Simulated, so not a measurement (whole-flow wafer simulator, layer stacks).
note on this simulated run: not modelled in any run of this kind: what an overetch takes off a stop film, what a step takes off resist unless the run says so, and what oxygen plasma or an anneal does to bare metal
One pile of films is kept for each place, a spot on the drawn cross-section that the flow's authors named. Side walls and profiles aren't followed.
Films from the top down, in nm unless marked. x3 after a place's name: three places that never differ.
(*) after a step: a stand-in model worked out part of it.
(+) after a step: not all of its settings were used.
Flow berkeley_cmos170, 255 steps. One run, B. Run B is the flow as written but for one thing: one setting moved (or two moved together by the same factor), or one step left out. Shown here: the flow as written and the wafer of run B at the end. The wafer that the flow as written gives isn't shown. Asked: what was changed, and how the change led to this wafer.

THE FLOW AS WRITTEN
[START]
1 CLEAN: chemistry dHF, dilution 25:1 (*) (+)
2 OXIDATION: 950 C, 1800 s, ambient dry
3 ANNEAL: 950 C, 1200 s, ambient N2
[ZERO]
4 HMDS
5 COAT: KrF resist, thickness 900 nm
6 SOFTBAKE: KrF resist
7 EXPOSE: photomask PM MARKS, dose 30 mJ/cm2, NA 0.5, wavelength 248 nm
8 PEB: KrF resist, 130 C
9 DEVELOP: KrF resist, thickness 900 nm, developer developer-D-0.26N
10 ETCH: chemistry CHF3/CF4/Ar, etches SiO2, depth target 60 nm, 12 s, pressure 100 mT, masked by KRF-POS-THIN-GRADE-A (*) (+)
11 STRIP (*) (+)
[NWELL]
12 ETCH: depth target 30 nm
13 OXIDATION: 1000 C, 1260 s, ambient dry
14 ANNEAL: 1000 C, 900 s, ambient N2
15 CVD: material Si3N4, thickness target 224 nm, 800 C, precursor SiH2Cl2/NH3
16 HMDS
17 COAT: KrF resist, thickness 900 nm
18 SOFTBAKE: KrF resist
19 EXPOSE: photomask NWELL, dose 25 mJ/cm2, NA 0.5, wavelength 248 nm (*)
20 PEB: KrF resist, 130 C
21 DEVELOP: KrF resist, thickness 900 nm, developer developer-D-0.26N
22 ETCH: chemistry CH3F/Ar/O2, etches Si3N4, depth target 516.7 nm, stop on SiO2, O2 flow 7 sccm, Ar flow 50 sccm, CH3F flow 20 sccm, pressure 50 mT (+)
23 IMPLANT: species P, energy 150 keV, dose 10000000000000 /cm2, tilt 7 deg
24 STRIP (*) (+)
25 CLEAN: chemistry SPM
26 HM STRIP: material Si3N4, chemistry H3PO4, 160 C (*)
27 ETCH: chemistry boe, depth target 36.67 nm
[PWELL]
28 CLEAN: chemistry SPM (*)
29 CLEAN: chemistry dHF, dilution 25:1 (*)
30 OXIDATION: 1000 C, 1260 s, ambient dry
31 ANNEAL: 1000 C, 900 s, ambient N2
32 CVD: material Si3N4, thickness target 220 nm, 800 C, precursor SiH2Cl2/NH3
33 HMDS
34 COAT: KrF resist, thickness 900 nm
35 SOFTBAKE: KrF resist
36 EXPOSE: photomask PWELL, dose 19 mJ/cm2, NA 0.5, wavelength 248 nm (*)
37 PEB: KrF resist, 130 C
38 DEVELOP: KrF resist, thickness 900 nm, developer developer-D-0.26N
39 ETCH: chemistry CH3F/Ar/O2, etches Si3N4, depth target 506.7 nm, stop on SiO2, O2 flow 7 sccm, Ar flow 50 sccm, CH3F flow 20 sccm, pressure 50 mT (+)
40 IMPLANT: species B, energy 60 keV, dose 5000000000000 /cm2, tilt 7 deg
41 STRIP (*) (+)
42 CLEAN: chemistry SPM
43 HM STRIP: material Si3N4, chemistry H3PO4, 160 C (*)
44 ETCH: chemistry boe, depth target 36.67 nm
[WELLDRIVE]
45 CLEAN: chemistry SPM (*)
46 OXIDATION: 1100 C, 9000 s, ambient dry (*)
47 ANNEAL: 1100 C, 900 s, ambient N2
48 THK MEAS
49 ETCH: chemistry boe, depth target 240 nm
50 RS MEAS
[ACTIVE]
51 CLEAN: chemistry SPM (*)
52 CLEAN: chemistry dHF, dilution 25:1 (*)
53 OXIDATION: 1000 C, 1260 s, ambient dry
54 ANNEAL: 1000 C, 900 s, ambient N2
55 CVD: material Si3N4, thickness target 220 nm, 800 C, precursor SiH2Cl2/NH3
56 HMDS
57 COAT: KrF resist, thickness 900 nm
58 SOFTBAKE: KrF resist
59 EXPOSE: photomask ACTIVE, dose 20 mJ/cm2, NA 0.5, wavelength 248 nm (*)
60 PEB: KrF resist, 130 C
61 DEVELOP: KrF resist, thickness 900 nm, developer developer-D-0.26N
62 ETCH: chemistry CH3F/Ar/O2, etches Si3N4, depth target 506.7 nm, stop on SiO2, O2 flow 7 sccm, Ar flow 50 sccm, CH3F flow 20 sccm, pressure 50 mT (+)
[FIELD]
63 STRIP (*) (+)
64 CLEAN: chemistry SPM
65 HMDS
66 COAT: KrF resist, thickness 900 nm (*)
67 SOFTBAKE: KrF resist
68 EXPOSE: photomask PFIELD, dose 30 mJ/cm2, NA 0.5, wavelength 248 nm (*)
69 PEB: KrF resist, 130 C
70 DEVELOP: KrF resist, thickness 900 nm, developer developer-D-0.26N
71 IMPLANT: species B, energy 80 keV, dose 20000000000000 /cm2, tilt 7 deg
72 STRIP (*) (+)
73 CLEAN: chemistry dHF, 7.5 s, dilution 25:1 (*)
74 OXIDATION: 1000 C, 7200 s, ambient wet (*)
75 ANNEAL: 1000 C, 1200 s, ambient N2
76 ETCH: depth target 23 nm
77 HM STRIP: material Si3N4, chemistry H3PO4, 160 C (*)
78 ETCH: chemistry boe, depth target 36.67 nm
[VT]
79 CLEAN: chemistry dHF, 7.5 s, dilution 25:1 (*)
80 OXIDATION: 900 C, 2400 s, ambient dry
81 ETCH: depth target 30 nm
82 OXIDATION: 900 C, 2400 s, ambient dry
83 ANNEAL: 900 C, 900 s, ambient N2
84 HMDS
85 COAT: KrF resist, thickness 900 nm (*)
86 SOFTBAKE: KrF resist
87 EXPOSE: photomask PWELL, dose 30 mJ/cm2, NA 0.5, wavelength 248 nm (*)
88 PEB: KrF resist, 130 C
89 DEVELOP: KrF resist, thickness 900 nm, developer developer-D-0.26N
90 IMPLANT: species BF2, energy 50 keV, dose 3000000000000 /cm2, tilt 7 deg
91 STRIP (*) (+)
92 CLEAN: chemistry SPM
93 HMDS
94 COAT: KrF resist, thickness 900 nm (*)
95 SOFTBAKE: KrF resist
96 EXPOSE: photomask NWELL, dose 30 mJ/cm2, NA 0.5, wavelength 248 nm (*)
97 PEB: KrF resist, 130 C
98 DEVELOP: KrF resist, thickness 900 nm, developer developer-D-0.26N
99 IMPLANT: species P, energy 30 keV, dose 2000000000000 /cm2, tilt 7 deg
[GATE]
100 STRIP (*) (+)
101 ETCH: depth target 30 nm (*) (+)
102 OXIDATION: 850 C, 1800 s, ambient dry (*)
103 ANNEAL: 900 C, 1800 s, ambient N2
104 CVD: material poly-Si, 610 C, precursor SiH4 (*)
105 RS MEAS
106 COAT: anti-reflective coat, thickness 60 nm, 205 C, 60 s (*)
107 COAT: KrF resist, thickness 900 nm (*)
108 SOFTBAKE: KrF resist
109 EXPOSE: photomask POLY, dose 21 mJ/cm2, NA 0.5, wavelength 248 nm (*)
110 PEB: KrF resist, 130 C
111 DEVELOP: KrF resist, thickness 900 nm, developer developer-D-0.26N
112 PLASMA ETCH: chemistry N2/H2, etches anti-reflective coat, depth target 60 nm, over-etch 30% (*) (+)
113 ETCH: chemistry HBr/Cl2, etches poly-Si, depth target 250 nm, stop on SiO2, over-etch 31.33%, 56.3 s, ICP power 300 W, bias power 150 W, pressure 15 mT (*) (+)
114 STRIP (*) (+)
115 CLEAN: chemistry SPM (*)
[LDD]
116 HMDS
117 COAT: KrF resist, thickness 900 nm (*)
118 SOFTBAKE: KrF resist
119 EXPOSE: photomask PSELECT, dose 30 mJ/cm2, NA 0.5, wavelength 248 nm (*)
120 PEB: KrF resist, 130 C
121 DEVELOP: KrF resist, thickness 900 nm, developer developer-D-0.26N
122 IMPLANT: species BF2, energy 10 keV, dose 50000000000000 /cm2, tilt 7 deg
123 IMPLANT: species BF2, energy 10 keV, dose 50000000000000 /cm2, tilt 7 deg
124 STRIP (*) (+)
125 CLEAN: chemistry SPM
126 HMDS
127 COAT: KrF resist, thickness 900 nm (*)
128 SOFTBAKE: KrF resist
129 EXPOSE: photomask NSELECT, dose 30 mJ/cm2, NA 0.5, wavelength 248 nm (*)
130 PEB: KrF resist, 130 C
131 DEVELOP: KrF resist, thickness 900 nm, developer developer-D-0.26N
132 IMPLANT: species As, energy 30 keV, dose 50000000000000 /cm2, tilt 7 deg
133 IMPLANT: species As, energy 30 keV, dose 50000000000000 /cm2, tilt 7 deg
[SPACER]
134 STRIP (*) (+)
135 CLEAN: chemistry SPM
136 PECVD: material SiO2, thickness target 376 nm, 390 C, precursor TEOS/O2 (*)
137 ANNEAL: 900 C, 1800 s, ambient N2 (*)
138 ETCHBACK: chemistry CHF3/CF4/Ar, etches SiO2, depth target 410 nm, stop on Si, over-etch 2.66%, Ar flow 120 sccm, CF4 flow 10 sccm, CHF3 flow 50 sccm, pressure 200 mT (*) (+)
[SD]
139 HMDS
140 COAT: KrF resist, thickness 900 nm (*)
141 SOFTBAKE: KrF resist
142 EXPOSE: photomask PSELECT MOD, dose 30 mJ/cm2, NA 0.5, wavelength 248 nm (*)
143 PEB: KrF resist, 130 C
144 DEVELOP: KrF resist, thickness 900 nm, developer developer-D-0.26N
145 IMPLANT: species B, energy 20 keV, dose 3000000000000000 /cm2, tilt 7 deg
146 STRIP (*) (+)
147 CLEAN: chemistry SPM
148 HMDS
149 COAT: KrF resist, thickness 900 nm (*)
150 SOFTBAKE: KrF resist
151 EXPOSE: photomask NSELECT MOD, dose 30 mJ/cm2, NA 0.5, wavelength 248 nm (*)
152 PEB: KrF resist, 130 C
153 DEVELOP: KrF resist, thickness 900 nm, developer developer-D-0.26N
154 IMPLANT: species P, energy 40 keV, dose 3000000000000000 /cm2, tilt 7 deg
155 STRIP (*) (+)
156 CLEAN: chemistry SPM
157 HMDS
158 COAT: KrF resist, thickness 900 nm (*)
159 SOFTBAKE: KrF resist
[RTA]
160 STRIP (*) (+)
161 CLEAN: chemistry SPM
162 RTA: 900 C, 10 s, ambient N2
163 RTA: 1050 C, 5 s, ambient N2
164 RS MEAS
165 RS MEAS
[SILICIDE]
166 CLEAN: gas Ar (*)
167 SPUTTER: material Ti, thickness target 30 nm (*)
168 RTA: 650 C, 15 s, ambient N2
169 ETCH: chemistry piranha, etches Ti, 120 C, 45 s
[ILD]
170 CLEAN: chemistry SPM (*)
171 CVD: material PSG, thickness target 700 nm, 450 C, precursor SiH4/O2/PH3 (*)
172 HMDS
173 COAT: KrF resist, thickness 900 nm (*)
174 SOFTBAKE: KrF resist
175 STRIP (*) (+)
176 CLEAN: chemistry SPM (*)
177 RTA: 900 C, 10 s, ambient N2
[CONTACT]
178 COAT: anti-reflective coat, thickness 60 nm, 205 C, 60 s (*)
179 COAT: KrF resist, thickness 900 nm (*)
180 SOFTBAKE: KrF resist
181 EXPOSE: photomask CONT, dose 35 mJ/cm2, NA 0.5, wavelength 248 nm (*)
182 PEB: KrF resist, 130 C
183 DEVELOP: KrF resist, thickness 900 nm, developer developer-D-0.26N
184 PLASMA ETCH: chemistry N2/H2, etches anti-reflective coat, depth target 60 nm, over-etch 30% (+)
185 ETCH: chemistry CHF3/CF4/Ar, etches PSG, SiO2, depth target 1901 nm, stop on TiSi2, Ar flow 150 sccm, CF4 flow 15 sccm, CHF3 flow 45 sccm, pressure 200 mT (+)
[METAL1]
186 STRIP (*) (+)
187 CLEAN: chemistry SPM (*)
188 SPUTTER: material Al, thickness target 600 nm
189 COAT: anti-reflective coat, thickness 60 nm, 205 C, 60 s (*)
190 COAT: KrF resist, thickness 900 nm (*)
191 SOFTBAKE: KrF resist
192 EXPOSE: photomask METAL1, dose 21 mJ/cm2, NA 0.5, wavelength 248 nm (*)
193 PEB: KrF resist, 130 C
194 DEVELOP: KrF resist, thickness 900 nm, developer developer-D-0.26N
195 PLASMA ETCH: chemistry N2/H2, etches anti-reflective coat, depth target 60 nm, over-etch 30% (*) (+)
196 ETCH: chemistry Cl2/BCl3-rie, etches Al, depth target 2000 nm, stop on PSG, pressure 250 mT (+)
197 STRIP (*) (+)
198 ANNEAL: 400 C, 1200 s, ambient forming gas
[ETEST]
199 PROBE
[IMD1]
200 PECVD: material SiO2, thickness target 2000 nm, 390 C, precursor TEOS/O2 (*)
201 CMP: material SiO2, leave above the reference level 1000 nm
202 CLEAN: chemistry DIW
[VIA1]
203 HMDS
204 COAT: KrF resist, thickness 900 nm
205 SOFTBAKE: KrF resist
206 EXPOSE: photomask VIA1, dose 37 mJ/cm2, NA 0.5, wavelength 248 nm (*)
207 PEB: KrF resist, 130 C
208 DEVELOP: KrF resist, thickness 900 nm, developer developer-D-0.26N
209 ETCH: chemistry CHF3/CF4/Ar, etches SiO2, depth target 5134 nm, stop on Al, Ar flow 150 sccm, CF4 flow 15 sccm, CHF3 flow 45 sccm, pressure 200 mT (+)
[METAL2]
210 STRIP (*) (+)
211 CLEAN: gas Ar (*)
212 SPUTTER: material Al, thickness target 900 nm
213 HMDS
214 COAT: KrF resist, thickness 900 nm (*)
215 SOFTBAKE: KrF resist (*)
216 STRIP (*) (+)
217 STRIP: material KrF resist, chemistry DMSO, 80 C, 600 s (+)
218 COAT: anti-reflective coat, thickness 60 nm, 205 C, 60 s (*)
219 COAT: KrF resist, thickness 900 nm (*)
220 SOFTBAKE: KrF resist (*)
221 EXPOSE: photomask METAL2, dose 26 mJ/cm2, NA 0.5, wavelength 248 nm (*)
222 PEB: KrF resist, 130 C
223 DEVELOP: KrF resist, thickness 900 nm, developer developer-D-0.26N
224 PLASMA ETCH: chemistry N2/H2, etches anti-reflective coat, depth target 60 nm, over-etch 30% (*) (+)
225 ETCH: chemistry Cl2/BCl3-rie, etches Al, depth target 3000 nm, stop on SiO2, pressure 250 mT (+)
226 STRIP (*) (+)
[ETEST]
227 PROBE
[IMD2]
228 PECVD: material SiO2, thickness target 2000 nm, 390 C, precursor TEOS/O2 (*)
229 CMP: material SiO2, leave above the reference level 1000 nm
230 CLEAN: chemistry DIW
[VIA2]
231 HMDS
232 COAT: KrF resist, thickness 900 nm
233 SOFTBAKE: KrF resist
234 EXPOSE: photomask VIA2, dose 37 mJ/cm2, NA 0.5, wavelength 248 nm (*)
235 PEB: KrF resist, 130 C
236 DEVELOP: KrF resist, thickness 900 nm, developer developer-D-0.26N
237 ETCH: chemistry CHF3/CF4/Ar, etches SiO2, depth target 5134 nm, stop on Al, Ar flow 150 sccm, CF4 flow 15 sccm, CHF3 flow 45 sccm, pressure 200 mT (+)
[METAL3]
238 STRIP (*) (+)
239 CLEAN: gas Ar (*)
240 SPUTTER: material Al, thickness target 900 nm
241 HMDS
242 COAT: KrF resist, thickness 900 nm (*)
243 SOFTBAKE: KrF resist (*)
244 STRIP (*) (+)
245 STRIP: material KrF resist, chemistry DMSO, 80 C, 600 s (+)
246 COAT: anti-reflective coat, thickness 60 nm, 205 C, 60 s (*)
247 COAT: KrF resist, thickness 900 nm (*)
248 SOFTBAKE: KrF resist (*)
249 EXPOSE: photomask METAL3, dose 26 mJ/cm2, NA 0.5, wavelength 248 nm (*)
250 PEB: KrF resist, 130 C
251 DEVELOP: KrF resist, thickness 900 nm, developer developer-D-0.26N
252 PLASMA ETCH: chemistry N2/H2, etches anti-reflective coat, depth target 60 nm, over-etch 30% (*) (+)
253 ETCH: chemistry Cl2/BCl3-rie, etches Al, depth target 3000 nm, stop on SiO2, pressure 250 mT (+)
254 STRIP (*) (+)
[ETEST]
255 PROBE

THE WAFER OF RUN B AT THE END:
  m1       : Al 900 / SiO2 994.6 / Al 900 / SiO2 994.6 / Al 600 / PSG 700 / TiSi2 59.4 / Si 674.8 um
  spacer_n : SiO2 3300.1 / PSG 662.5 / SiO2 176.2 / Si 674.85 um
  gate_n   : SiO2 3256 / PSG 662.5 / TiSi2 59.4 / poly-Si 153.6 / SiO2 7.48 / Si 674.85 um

The cause: step 177, RTA: 720 C was run, where the flow has 900 C.

How the change led to this, step by step:
  177 RTA: 900 C, 10 s, ambient N2
      sd_n, sd_p, contact, m1, via1, m2, via2: under 1 film: TiSi2 +59.4 (new film), TiSi first -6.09 (all of it), TiSi2 C49 -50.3 (all of it), Si -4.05 (as written it would be: under 1 film: TiSi2 +55.9 (new film), TiSi first -6.09 (all of it), TiSi2 C49 -50.3 (all of it), Si -4.05)
      gate_n, gate_p: under 1 film: TiSi2 +59.4 (new film), TiSi first -6.09 (all of it), TiSi2 C49 -50.3 (all of it), poly-Si -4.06 (as written it would be: under 1 film: TiSi2 +55.9 (new film), TiSi first -6.09 (all of it), TiSi2 C49 -50.3 (all of it), poly-Si -4.06)
  178 COAT: anti-reflective coat, thickness 60 nm, 205 C, 60 s (*)
      spacer_n: anti-reflective coat +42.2 (new film) (as written it would be: anti-reflective coat +41.2 (new film))
      gate_n: anti-reflective coat +47.2 (new film) (as written it would be: anti-reflective coat +48.3 (new film))
      (and at 2 more places)
  186 STRIP (*) (+)
      spacer_n: KrF resist -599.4 (all of it), anti-reflective coat -42.2 (all of it) (as written it would be: KrF resist -599.1 (all of it), anti-reflective coat -41.2 (all of it))
      gate_n: KrF resist -552 (all of it), anti-reflective coat -47.2 (all of it) (as written it would be: KrF resist -553.1 (all of it), anti-reflective coat -48.3 (all of it))
      (and at 2 more places)
  189 COAT: anti-reflective coat, thickness 60 nm, 205 C, 60 s (*)
      gate_n: anti-reflective coat +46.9 (new film) (as written it would be: anti-reflective coat +48 (new film))
      gate_p: anti-reflective coat +44.4 (new film) (as written it would be: anti-reflective coat +45.4 (new film))
  195 PLASMA ETCH: chemistry N2/H2, etches anti-reflective coat, depth target 60 nm, over-etch 30% (*) (+)
      gate_n: anti-reflective coat -46.9 (all of it) (as written it would be: anti-reflective coat -48 (all of it))
      gate_p: anti-reflective coat -44.4 (all of it) (as written it would be: anti-reflective coat -45.4 (all of it))
